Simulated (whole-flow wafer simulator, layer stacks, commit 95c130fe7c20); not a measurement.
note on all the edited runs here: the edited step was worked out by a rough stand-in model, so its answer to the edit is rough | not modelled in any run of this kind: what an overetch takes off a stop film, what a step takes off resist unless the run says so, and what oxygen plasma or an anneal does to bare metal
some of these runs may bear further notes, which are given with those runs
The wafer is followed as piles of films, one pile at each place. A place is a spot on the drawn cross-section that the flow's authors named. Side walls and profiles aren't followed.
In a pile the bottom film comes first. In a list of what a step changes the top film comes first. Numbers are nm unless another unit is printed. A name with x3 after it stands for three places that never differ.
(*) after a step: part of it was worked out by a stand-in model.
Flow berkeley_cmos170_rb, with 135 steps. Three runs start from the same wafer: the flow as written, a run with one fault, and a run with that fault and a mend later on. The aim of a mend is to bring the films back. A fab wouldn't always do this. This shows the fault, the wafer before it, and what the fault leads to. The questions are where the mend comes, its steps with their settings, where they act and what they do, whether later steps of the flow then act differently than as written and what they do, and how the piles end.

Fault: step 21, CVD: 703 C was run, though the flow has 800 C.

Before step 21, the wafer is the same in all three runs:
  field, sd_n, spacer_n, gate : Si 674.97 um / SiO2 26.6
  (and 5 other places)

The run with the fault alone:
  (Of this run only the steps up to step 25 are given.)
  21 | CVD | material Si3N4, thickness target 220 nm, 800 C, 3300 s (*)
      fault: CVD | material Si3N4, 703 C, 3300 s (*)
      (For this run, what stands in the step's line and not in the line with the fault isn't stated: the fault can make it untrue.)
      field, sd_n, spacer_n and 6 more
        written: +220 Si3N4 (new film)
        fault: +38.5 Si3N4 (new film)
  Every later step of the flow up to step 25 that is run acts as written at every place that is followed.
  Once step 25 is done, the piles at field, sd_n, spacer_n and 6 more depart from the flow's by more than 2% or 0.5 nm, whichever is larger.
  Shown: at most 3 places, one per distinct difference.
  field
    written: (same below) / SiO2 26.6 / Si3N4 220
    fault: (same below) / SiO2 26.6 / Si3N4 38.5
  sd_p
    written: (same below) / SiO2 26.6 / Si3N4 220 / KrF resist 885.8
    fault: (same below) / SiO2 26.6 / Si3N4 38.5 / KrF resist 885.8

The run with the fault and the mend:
  The mend follows step 21.
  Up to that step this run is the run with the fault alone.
  21a | CVD | material Si3N4, thickness target 181.5 nm, 800 C, 2722 s (*) (the flow's step 21, run once more with other settings)
      field, sd_n, spacer_n and 6 more
        +181.5 Si3N4
  Every later step of the flow that is run acts as written at every place that is followed.
  At every place that both follow, the piles at the end match the flow's.
